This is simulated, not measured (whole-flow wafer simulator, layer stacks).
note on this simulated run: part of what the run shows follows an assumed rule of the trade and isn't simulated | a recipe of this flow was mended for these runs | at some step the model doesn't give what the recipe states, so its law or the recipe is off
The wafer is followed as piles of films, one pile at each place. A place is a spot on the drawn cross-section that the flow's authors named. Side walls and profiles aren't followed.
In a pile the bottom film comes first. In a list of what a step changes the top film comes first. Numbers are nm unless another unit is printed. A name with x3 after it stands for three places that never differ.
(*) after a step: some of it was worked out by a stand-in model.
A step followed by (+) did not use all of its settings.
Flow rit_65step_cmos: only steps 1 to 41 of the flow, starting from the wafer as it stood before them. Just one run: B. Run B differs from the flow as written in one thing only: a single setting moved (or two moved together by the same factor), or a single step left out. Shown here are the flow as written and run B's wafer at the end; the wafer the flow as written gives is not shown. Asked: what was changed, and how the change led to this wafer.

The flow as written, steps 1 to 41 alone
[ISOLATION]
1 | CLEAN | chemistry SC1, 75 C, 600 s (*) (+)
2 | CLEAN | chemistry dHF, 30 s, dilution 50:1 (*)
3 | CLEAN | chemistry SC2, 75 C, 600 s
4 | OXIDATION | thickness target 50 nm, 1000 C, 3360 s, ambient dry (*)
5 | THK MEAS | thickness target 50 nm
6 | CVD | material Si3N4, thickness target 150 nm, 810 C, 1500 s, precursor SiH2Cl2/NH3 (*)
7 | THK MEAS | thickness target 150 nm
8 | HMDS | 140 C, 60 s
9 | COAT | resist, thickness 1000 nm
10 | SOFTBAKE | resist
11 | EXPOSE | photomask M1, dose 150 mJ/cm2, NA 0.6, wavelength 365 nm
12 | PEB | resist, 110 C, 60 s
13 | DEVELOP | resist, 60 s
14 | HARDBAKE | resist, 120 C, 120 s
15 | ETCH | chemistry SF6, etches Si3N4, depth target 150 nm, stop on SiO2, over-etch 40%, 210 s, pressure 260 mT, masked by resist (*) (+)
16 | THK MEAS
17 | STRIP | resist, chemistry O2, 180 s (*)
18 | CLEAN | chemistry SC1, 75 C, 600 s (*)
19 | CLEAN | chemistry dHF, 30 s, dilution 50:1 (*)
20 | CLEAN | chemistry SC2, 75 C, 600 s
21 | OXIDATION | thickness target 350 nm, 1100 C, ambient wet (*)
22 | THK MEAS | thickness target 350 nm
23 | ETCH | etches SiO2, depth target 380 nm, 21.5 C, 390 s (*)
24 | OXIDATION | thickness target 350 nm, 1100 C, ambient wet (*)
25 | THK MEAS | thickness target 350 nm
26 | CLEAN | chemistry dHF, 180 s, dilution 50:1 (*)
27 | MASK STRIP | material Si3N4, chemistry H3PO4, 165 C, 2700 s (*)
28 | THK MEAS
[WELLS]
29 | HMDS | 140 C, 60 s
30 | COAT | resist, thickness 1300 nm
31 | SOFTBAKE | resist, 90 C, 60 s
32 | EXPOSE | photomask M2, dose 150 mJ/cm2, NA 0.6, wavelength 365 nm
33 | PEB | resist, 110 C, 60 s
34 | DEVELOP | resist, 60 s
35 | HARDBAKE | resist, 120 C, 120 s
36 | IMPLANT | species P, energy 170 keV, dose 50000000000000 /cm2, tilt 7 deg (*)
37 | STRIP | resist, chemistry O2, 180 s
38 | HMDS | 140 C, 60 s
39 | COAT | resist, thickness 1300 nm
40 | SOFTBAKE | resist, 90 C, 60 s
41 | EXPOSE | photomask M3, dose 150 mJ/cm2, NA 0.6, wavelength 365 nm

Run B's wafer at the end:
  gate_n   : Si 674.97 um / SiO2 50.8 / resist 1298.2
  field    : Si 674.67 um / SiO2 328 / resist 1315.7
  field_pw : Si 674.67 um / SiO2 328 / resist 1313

The reason: step 27, MASK STRIP: 1350 s was run, whereas the flow has 2700 s.

Step by step, how the change led to this:
  27 | MASK STRIP | material Si3N4, chemistry H3PO4, 165 C, 2700 s (*)
      active_n, active_p, gate_n and 7 more: -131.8 Si3N4 (all of it), -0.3 SiO2 (it would be, as written: -131.8 Si3N4 (all of it), -5.64 SiO2)
      field, field_pw, field_nw, field_p: -5.34 SiO2 (it would be, as written: -10.7 SiO2)
